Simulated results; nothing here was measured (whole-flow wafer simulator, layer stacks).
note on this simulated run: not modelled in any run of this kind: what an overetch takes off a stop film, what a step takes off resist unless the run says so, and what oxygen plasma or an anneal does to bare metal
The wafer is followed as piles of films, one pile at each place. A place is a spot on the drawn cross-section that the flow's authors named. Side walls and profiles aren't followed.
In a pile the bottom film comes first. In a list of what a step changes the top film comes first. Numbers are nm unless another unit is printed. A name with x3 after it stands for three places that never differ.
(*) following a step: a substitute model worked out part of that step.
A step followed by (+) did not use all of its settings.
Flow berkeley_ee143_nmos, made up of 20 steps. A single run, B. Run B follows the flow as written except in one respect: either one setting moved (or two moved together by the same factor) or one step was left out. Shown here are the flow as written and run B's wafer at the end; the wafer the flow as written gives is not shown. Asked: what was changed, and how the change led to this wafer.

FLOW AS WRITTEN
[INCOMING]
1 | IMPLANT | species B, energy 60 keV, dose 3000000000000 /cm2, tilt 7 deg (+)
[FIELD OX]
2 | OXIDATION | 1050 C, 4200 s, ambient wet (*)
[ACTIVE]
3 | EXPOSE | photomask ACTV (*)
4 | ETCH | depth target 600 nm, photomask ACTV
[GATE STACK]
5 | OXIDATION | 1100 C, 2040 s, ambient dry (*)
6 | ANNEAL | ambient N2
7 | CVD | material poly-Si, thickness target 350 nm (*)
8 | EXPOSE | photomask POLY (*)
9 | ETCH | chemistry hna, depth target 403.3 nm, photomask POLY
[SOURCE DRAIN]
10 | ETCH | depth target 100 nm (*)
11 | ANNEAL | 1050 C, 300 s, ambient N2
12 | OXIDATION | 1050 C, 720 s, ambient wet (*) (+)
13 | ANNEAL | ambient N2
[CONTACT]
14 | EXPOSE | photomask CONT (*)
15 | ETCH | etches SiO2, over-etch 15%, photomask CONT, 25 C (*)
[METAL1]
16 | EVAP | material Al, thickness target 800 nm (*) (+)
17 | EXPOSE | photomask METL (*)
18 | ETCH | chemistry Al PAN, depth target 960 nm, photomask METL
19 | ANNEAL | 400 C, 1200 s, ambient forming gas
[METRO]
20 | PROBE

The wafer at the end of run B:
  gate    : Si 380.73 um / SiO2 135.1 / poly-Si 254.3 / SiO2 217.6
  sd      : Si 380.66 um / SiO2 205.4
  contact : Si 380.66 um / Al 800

The reason: step 4, ETCH: depth target 470 nm was run, whereas the flow has depth target 600 nm.

Step by step, how the change led to this:
  4 | ETCH | depth target 600 nm, photomask ACTV
      gate, sd, contact: -470 SiO2 (as written it would have been: -566.4 SiO2 (all of it))
  5 | OXIDATION | 1100 C, 2040 s, ambient dry (*)
      gate, sd, contact: +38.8 SiO2, -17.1 Si (as written it would have been: +79.7 SiO2 (new film), -35.1 Si)
  10 | ETCH | depth target 100 nm (*)
      sd, contact: -100 SiO2 (as written it would have been: -79.7 SiO2 (all of it))
  12 | OXIDATION | 1050 C, 720 s, ambient wet (*) (+)
      sd, contact: +170.3 SiO2, -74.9 Si (as written it would have been: +189.4 SiO2 (new film), -83.4 Si)
  15 | ETCH | etches SiO2, over-etch 15%, photomask CONT, 25 C (*)
      contact: -205.4 SiO2 (all of it) (as written it would have been: -189.4 SiO2 (all of it))
